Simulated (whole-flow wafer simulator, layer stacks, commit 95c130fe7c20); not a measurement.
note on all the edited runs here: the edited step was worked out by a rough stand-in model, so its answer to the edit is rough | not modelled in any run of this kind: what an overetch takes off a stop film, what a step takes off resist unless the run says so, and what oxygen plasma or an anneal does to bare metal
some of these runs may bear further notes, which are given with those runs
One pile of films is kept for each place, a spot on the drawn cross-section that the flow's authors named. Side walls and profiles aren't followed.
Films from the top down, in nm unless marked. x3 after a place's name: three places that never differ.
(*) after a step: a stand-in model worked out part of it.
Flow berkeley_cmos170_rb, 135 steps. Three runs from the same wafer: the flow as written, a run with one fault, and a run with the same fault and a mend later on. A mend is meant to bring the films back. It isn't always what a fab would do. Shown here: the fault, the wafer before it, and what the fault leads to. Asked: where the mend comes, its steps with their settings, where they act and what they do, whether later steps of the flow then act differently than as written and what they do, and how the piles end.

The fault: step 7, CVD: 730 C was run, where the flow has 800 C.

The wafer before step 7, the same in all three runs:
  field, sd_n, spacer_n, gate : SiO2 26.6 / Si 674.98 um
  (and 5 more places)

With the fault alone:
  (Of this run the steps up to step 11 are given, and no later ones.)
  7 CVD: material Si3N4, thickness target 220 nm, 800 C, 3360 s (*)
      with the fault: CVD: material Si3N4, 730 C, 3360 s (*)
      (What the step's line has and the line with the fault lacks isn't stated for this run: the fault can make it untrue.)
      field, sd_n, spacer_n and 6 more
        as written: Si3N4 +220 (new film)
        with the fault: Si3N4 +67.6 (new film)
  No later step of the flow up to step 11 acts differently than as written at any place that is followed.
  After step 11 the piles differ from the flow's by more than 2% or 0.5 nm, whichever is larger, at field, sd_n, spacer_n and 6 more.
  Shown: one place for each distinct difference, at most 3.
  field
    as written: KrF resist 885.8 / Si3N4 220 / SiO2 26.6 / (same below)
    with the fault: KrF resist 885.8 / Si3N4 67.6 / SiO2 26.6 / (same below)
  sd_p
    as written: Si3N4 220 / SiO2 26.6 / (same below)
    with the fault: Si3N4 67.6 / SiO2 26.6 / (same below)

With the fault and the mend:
  The mend comes after step 7.
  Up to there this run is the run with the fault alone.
  7a CVD: material Si3N4, thickness target 152.4 nm, 800 C, 2327 s (*) (the flow's step 7 once more, with other settings)
      field, sd_n, spacer_n and 6 more
        Si3N4 +152.4
  No later step of the flow acts differently than as written at any place that is followed.
  At the end the piles are the same as the flow's at every place that both follow.
